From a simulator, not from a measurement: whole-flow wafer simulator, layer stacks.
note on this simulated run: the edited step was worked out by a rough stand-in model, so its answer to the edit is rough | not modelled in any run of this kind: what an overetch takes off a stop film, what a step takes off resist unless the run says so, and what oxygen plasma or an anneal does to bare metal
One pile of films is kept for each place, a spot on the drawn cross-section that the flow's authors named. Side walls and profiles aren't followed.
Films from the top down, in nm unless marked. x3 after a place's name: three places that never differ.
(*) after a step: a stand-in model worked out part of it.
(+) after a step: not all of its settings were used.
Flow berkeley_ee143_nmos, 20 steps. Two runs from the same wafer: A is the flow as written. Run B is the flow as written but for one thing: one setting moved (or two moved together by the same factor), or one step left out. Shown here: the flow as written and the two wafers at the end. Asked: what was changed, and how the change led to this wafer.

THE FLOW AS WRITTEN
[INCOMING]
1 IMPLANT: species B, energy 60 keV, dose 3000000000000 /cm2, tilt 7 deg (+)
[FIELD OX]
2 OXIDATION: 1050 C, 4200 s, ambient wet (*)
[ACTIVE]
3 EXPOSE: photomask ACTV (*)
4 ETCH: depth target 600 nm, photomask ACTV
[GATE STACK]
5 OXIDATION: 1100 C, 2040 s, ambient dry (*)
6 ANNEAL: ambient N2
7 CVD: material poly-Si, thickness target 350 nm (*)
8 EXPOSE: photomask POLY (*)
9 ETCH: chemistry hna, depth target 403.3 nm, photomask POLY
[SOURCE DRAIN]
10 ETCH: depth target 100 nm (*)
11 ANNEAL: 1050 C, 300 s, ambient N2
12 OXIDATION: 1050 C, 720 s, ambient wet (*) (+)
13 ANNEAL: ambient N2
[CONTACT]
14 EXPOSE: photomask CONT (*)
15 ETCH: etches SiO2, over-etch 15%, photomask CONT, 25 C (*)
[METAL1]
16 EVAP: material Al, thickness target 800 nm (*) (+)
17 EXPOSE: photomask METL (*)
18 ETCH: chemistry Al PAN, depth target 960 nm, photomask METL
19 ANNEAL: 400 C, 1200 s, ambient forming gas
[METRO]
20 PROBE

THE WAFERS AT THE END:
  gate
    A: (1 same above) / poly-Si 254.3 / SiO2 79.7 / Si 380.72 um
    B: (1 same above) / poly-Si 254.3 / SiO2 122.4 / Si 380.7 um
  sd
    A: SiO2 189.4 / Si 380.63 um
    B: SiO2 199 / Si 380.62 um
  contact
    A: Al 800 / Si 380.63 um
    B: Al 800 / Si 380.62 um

The cause: step 5, OXIDATION: 1182 C was run, where the flow has 1100 C.

How the change led to this, step by step:
  5 OXIDATION: 1100 C, 2040 s, ambient dry (*)
      gate, sd, contact: A SiO2 +79.7 (new film), Si -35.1 | B SiO2 +122.4 (new film), Si -53.8
      field: A SiO2 +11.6, Si -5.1 | B SiO2 +18.6, Si -8.17
  10 ETCH: depth target 100 nm (*)
      sd, contact: A SiO2 -79.7 (all of it) | B SiO2 -100
  12 OXIDATION: 1050 C, 720 s, ambient wet (*) (+)
      sd, contact: A SiO2 +189.4 (new film), Si -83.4 | B SiO2 +176.6, Si -77.7
  15 ETCH: etches SiO2, over-etch 15%, photomask CONT, 25 C (*)
      contact: A SiO2 -189.4 (all of it) | B SiO2 -199 (all of it)
